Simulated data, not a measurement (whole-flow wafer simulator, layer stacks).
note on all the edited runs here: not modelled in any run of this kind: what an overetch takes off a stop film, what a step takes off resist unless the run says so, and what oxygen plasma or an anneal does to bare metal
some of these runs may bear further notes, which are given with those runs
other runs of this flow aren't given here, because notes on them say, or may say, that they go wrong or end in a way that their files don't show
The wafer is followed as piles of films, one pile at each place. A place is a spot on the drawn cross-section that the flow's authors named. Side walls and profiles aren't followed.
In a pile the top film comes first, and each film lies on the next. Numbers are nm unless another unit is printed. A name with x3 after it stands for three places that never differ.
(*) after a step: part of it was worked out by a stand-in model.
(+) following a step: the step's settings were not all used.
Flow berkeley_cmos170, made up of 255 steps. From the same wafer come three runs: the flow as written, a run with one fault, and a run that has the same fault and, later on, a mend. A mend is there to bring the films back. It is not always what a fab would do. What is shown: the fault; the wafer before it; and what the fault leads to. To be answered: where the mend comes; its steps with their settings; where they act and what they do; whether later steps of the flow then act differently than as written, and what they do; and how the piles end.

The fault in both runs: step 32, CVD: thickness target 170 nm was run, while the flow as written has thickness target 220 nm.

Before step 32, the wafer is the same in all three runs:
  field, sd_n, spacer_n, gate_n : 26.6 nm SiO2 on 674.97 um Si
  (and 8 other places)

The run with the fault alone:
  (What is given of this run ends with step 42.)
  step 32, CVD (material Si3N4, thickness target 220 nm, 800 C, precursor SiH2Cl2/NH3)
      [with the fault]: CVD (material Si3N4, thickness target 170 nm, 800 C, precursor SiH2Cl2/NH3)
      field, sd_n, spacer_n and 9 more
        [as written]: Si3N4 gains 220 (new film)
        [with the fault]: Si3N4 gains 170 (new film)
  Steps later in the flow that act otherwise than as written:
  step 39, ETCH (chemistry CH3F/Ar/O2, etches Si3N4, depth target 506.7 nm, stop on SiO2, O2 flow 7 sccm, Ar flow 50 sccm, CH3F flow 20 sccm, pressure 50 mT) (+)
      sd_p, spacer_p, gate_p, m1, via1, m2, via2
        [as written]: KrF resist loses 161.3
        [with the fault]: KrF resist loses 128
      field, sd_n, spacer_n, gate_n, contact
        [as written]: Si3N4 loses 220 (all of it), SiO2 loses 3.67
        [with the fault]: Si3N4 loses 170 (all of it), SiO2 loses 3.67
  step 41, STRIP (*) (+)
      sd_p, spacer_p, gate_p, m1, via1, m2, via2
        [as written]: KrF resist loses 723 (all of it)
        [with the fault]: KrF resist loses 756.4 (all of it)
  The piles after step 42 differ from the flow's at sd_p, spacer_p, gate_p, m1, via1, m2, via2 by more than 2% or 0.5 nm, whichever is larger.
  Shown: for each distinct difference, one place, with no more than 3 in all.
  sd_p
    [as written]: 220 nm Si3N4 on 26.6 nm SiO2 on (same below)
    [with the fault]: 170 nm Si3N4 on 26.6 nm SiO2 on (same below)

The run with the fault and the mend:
  The mend follows step 38.
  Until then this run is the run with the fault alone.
  step 38a, STRIP (*) (+)
      sd_p, spacer_p, gate_p, m1, via1, m2, via2
        KrF resist loses 884.4 (all of it)
  step 38b, CLEAN (chemistry SPM) (the flow's step 25, run once more)
      does not change any film at any place that is followed
  step 38c, CVD (material Si3N4, thickness target 50 nm, 800 C, precursor SiH2Cl2/NH3) (the flow's step 32, run once more with other settings)
      field, sd_n, spacer_n and 9 more
        Si3N4 gains 50
  step 38d, HMDS (the flow's step 33, run once more)
      does not change any film at any place that is followed
  step 38e, COAT (KrF resist, thickness 900 nm) (the flow's step 34, run once more)
      field, sd_n, spacer_n and 9 more
        KrF resist gains 900 (new film)
  step 38f, SOFTBAKE (KrF resist) (the flow's step 35, run once more)
      does not change any film at any place that is followed
  step 38g, EXPOSE (photomask PWELL, dose 19 mJ/cm2, NA 0.5, wavelength 248 nm) (*) (the flow's step 36, run once more)
      does not change any film at any place that is followed
  step 38h, PEB (KrF resist, 130 C) (the flow's step 37, run once more)
      field, sd_n, spacer_n and 9 more
        KrF resist loses 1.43
  step 38i, DEVELOP (KrF resist, thickness 900 nm, developer developer-D-0.26N) (the flow's step 38, run once more)
      sd_p, spacer_p, gate_p, m1, via1, m2, via2
        KrF resist loses 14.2
      field, sd_n, spacer_n, gate_n, contact
        KrF resist loses 898.6 (all of it)
  Later steps of the flow that are run all act as written at every place that is followed.
  The piles end the same as the flow's at every place that both follow.
